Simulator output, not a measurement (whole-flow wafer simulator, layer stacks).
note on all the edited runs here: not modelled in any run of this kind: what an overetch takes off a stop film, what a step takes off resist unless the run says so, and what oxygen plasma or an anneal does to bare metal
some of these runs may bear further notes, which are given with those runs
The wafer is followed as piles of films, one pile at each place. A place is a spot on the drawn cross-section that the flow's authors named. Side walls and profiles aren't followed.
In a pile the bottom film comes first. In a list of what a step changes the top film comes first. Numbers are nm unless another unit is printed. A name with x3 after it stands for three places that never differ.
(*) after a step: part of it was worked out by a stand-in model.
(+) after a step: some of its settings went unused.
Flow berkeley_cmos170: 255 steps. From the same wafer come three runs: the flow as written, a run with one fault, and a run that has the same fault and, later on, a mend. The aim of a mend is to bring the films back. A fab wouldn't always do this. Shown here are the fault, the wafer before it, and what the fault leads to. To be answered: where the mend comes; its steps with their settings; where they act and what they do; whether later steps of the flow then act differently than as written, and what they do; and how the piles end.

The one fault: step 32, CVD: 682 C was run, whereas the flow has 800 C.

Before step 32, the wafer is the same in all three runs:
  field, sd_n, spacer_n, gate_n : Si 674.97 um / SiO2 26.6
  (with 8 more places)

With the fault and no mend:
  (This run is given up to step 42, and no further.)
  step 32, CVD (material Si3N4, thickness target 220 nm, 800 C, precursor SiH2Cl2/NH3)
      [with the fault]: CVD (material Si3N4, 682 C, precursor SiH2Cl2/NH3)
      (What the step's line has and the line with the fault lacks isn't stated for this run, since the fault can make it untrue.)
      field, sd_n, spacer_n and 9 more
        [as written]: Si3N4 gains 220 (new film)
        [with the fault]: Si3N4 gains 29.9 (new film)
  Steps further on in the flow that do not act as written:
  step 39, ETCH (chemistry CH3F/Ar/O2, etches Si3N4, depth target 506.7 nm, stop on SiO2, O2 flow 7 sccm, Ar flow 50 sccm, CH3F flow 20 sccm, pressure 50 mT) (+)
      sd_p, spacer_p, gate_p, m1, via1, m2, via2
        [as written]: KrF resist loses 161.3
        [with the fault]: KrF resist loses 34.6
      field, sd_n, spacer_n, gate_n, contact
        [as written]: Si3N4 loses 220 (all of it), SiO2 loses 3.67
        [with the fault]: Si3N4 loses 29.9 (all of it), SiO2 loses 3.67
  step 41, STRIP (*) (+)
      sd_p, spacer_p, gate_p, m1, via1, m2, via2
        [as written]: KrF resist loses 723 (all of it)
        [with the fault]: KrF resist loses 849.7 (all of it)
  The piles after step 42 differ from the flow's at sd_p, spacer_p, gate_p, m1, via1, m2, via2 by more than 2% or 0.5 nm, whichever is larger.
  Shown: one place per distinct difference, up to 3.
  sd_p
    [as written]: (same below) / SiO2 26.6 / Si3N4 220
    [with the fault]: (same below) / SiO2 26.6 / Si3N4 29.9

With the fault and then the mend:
  The mend stands after step 38.
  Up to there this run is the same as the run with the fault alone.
  step 38a, STRIP (*) (+)
      sd_p, spacer_p, gate_p, m1, via1, m2, via2
        KrF resist loses 884.4 (all of it)
  step 38b, CLEAN (chemistry SPM) (the flow's step 25, run once more)
      does not change any film at any place that is followed
  step 38c, CVD (material Si3N4, thickness target 190 nm, 800 C, precursor SiH2Cl2/NH3) (the flow's step 32, run once more with other settings)
      field, sd_n, spacer_n and 9 more
        Si3N4 gains 190
  step 38d, HMDS (the flow's step 33, run once more)
      does not change any film at any place that is followed
  step 38e, COAT (KrF resist, thickness 900 nm) (the flow's step 34, run once more)
      field, sd_n, spacer_n and 9 more
        KrF resist gains 900 (new film)
  step 38f, SOFTBAKE (KrF resist) (the flow's step 35, run once more)
      does not change any film at any place that is followed
  step 38g, EXPOSE (photomask PWELL, dose 19 mJ/cm2, NA 0.5, wavelength 248 nm) (*) (the flow's step 36, run once more)
      does not change any film at any place that is followed
  step 38h, PEB (KrF resist, 130 C) (the flow's step 37, run once more)
      field, sd_n, spacer_n and 9 more
        KrF resist loses 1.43
  step 38i, DEVELOP (KrF resist, thickness 900 nm, developer developer-D-0.26N) (the flow's step 38, run once more)
      sd_p, spacer_p, gate_p, m1, via1, m2, via2
        KrF resist loses 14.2
      field, sd_n, spacer_n, gate_n, contact
        KrF resist loses 898.6 (all of it)
  Every later step of the flow that is run acts as written, at every place that is followed, to within 2% or 0.5 nm, whichever is larger.
  At every place that both follow, the piles at the end match the flow's.
